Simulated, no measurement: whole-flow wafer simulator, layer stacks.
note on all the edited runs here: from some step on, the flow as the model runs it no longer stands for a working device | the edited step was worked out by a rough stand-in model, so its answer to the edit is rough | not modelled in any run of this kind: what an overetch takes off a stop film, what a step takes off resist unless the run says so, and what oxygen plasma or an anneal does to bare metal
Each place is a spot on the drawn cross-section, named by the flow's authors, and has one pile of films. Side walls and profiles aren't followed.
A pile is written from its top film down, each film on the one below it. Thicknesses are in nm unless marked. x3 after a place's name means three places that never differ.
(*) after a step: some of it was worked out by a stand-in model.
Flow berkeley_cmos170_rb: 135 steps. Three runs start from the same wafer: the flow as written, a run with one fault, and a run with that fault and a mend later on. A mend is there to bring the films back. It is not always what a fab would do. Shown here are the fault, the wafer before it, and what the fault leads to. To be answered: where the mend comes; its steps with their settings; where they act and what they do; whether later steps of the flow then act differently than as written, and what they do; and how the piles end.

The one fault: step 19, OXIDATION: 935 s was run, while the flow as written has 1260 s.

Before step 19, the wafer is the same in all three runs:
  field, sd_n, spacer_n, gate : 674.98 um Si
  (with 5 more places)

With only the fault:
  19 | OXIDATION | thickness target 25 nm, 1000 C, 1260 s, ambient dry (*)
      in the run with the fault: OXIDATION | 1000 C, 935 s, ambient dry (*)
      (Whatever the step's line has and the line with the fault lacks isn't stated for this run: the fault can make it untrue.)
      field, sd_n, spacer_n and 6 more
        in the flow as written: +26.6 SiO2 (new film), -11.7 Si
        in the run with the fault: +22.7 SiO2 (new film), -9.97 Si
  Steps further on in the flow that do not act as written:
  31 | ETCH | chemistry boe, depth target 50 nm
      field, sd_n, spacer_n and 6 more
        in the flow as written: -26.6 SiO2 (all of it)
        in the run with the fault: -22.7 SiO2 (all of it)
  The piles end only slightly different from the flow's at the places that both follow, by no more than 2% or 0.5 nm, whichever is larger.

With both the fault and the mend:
  The mend follows step 20.
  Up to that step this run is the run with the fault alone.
  20a | OXIDATION | 1000 C, 260 s, ambient dry (*) (the flow's step 19, run once more with other settings)
      field, sd_n, spacer_n and 6 more
        +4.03 SiO2, -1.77 Si
  Every later step of the flow that is run acts as written, at every place that is followed, to within 2% or 0.5 nm, whichever is larger.
  The piles end only slightly different from the flow's at the places that both follow, by no more than 2% or 0.5 nm, whichever is larger.
